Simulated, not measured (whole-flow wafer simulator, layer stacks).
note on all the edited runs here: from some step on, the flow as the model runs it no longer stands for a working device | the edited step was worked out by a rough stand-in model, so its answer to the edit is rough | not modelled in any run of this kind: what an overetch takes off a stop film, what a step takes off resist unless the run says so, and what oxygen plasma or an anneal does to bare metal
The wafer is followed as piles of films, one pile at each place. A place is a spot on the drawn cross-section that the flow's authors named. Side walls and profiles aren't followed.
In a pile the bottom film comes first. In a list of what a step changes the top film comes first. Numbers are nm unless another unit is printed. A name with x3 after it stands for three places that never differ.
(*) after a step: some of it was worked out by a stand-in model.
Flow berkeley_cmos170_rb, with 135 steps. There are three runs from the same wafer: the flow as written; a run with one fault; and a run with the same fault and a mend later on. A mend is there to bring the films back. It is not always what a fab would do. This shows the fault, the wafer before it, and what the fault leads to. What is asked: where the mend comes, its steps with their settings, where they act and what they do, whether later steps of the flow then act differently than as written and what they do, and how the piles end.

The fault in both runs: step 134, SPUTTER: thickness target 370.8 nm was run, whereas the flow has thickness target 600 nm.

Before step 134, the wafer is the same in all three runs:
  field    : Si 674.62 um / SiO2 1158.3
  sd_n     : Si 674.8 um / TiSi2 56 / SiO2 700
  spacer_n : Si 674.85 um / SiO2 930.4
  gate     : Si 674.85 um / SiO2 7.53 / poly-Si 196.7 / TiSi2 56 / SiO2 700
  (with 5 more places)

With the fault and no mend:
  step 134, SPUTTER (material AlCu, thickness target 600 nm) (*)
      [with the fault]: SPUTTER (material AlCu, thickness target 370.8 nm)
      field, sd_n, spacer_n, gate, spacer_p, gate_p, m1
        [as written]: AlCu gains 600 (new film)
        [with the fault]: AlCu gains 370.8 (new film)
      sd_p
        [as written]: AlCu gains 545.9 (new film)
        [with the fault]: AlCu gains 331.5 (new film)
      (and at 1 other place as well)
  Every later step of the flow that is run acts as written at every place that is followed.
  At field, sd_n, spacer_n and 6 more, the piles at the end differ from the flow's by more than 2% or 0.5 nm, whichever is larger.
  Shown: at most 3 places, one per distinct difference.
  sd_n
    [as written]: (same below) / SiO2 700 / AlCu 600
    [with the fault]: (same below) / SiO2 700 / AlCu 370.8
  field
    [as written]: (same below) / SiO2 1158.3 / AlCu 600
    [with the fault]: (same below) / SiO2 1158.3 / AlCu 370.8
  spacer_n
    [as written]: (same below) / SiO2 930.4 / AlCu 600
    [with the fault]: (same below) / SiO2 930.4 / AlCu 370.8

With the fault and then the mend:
  After step 134 comes the mend.
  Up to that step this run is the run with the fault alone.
  step 134a, ETCH (chemistry al pan, depth target 426.1 nm)
      field, sd_n, spacer_n, gate, spacer_p, gate_p, m1
        AlCu loses 370.8 (all of it)
      sd_p
        AlCu loses 331.5 (all of it)
      contact
        AlCu loses 260.8 (all of it)
  step 134b, SPUTTER (material AlCu, thickness target 600 nm) (*) (the flow's step 134 again)
      field, sd_n, spacer_n, gate, spacer_p, gate_p, m1
        AlCu gains 600 (new film)
      sd_p
        AlCu gains 545.9 (new film)
      contact
        AlCu gains 415.1 (new film)
  Every later step of the flow that is run acts as written at every place that is followed.
  By the end, the piles equal the flow's at every place that both follow.
